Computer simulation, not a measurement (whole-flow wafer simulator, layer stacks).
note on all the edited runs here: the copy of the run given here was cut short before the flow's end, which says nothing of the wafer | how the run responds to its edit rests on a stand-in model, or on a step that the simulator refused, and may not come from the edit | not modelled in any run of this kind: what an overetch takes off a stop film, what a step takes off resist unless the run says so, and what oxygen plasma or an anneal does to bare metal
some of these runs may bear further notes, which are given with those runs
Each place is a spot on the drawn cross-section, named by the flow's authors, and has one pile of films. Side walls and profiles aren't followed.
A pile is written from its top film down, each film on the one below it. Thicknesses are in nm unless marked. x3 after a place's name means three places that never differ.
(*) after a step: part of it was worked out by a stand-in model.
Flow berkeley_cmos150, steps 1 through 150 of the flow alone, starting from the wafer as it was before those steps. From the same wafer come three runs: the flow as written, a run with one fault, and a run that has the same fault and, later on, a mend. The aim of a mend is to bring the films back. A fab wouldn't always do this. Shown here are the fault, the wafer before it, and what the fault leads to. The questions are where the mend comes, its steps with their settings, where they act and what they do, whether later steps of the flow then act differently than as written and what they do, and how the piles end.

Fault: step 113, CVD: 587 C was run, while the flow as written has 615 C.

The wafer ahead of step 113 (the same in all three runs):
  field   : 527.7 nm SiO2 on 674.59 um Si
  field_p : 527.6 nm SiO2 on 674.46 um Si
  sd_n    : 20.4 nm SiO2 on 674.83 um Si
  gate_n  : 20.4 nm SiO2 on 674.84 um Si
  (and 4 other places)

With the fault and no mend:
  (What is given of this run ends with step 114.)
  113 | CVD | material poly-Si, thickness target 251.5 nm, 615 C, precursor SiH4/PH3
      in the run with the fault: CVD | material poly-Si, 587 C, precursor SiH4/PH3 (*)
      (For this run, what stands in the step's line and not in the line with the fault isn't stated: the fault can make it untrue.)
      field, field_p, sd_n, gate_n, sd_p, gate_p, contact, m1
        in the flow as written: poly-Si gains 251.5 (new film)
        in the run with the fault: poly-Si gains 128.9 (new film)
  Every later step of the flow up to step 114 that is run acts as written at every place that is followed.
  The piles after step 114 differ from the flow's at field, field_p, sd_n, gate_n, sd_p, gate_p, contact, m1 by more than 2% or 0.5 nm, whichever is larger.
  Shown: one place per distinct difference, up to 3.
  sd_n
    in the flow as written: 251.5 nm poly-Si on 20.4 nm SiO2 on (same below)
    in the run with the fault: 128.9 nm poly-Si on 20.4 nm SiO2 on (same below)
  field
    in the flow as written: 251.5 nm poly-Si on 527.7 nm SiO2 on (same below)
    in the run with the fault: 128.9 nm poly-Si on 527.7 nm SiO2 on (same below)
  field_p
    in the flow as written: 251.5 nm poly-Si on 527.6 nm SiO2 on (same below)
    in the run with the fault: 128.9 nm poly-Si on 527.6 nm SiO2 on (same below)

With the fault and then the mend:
  The mend stands after step 113.
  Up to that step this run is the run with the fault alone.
  113a | CVD | material poly-Si, thickness target 122.6 nm, 615 C, precursor SiH4/PH3 (*) (a further turn of the flow's step 113, with different settings)
      field, field_p, sd_n, gate_n, sd_p, gate_p, contact, m1
        poly-Si gains 122.6
  Every later step of the flow that is run acts as written, at every place that is followed, to within 2% or 0.5 nm, whichever is larger.
  The piles end only slightly different from the flow's at the places that both follow, by no more than 2% or 0.5 nm, whichever is larger.
